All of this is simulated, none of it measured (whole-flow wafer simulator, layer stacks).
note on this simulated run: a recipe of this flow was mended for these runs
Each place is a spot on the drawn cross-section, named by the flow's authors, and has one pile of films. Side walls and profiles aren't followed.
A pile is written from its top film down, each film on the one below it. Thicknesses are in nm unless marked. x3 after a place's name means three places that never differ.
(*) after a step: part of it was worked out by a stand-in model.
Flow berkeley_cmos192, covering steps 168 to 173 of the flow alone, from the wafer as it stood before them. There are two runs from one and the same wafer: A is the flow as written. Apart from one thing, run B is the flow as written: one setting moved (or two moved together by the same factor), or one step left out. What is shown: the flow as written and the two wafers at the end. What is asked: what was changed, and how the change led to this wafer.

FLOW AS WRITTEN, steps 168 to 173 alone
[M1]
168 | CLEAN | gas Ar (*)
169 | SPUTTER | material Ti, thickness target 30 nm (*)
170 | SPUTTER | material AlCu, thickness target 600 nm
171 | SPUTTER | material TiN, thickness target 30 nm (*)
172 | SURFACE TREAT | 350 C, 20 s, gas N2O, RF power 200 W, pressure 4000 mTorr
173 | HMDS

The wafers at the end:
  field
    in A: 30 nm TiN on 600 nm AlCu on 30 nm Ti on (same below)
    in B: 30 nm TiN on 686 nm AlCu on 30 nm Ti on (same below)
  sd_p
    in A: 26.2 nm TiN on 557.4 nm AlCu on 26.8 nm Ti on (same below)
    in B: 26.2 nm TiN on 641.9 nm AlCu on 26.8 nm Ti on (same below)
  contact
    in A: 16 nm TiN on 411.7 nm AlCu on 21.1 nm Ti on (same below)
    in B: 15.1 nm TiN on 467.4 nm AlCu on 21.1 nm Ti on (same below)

The reason: step 170, SPUTTER: thickness target 686 nm was run, whereas the flow has thickness target 600 nm.
The wafer lets one read it off: field has AlCu 686, and step 170 as written asks for 600 nm.

How this came from the change, step by step:
  170 | SPUTTER | material AlCu, thickness target 600 nm
      field, sd_n, spacer_n, gate, spacer_p, gate_p, m1: A +600 AlCu (new film) | B +686 AlCu (new film)
      sd_p: A +557.4 AlCu (new film) | B +641.9 AlCu (new film)
      (and at 1 other place as well)
  171 | SPUTTER | material TiN, thickness target 30 nm (*)
      contact: A +16 TiN (new film) | B +15.1 TiN (new film)
